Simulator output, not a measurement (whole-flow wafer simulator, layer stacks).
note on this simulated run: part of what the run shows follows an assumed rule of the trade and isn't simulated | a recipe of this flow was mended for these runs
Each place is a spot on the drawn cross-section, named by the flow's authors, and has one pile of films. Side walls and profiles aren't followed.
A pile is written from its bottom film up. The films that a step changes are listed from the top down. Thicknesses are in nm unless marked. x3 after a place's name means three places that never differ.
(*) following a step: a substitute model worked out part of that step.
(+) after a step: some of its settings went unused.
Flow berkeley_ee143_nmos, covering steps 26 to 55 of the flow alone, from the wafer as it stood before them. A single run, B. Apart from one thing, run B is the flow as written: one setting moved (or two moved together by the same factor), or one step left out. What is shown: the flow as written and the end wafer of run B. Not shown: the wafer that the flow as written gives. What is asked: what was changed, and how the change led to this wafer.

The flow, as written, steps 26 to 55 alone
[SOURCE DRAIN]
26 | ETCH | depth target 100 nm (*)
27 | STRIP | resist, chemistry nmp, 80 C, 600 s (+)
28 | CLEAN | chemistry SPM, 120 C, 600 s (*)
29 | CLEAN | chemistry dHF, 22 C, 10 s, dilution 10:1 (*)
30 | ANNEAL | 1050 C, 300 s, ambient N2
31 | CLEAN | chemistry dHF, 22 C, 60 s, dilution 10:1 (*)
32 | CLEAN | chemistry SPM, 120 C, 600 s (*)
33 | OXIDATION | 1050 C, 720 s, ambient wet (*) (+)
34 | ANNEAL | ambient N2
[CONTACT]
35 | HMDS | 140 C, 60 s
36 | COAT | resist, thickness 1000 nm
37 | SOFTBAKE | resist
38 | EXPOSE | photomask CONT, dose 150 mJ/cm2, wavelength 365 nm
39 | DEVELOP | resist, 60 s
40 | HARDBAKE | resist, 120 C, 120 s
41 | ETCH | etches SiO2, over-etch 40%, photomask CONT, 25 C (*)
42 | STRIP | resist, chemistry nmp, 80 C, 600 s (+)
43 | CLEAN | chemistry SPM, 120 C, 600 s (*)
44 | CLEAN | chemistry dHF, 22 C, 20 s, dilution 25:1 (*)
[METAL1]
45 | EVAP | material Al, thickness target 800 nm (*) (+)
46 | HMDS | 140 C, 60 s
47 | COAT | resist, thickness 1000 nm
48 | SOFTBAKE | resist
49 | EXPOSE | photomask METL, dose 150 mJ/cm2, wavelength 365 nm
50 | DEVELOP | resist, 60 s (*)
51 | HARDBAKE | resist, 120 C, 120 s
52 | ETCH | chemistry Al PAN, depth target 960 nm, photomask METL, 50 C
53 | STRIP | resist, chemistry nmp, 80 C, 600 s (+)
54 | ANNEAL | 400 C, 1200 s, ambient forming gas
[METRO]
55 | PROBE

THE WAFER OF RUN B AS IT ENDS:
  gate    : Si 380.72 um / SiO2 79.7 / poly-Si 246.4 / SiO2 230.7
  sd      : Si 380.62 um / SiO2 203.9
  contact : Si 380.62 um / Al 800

The reason: step 33, OXIDATION: 1062 C was run, whereas the flow has 1050 C.

Step by step, how the change led to this:
  33 | OXIDATION | 1050 C, 720 s, ambient wet (*) (+)
      sd, contact: +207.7 SiO2 (new film), -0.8 chemical SiO2 (all of it), -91 Si (it would be, as written: +189.4 SiO2 (new film), -0.8 chemical SiO2 (all of it), -83 Si)
      gate: +234.6 SiO2 (new film), -0.8 chemical SiO2 (all of it), -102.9 poly-Si (it would be, as written: +217.6 SiO2 (new film), -0.8 chemical SiO2 (all of it), -95.4 poly-Si)
      (as well as at 1 more place)
  41 | ETCH | etches SiO2, over-etch 40%, photomask CONT, 25 C (*)
      contact: -207.7 SiO2 (all of it) (it would be, as written: -189.4 SiO2 (all of it))
